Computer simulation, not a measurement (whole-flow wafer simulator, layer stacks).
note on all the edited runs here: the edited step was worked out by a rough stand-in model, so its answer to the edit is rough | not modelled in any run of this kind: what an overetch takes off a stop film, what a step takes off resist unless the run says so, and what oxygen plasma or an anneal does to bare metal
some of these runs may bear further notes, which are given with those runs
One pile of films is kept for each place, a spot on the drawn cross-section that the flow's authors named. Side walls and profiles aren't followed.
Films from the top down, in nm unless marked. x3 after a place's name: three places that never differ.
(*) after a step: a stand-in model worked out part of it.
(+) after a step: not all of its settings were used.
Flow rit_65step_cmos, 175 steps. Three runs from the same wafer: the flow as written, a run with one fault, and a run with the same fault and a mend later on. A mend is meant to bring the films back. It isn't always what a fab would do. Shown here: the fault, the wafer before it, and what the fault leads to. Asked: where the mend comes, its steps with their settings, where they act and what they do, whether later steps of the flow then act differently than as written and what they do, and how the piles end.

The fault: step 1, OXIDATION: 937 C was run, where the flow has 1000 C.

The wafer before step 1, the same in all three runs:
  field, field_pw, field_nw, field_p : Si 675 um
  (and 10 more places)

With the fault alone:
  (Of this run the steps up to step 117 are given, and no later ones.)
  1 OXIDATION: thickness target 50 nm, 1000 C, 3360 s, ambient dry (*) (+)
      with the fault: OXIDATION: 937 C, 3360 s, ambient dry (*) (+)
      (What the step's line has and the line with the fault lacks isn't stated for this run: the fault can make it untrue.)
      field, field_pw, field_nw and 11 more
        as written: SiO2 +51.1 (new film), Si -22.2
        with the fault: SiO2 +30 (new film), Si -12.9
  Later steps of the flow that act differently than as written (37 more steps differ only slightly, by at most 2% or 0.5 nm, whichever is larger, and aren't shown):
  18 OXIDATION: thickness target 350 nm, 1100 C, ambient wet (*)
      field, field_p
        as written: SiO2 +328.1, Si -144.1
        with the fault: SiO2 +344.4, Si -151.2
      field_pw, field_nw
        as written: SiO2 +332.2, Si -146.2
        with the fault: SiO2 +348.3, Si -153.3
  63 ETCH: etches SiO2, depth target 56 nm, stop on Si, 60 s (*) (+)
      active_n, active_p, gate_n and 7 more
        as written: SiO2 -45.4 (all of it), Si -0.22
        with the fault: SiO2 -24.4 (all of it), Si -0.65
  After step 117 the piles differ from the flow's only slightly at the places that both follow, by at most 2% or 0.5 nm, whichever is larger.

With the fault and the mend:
  The mend comes after step 2.
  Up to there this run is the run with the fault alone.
  2a ETCH: depth target 35 nm, 21.5 C, 39 s
      field, field_pw, field_nw and 11 more
        SiO2 -30 (all of it)
  2b CLEAN: chemistry SC2, 75 C, 600 s
      field, field_pw, field_nw and 11 more
        chemical SiO2 +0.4 (new film), Si -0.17
  2c OXIDATION: 1000 C, 3360 s, ambient dry (*) (the flow's step 1 once more, with other settings)
      field, field_pw, field_nw and 11 more
        SiO2 +51 (new film), chemical SiO2 -0.4 (all of it), Si -22.3
  Later steps of the flow that act differently than as written (17 more steps differ only slightly, by at most 2% or 0.5 nm, whichever is larger, and aren't shown):
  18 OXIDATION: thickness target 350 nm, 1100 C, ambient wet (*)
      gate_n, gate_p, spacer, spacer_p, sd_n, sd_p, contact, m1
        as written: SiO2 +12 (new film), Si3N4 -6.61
        with the mend: SiO2 +12 (new film), Si3N4 -6.61, SiO2 +0.03
  At the end the piles differ from the flow's only slightly at the places that both follow, by at most 2% or 0.5 nm, whichever is larger.
